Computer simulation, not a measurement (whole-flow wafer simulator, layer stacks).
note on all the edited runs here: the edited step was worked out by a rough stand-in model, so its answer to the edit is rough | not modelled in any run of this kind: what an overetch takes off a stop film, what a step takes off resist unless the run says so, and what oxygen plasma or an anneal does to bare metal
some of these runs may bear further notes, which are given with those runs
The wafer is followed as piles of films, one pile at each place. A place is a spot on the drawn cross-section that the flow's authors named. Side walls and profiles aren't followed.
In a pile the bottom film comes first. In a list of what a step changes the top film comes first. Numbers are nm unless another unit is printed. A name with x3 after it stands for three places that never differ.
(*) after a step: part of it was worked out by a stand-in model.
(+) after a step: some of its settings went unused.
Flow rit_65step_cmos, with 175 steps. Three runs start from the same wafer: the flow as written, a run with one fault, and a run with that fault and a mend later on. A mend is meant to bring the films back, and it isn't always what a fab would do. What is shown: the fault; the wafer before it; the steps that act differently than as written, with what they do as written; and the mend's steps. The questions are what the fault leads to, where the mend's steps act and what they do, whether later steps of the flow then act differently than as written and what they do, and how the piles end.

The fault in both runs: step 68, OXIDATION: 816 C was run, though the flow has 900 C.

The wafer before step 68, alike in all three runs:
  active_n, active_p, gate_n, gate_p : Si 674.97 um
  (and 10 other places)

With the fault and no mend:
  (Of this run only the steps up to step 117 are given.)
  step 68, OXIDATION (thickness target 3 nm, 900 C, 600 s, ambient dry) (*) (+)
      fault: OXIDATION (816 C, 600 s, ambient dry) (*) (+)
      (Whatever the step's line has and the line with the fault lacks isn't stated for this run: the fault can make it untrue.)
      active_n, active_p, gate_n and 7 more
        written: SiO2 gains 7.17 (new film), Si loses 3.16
        fault: SiO2 gains 3 (new film), Si loses 1.32
  Steps further on in the flow that do not act as written (15 more steps, not shown, differ only slightly: by at most 2% or 0.5 nm, whichever is larger):
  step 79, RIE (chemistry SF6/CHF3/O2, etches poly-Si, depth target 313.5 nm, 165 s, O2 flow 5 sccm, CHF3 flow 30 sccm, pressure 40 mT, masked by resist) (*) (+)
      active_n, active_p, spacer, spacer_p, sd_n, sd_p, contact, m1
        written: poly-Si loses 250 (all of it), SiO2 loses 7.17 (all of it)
        fault: poly-Si loses 250 (all of it), SiO2 loses 3 (all of it)
  Once step 117 is done, the piles at gate_n, gate_p depart from the flow's by more than 2% or 0.5 nm, whichever is larger.
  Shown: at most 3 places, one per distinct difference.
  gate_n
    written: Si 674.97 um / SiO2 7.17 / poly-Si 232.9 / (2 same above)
    fault: Si 674.97 um / SiO2 3 / poly-Si 232.9 / (2 same above)

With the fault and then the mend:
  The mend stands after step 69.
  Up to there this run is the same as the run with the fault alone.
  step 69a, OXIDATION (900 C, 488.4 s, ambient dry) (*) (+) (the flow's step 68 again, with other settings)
      active_n, active_p, gate_n and 7 more
        SiO2 gains 4, Si loses 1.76
  Every later step of the flow that is run acts as written, at every place that is followed, to within 2% or 0.5 nm, whichever is larger.
  At the end the piles are close to the flow's at the places that both follow, differing by at most 2% or 0.5 nm, whichever is larger.
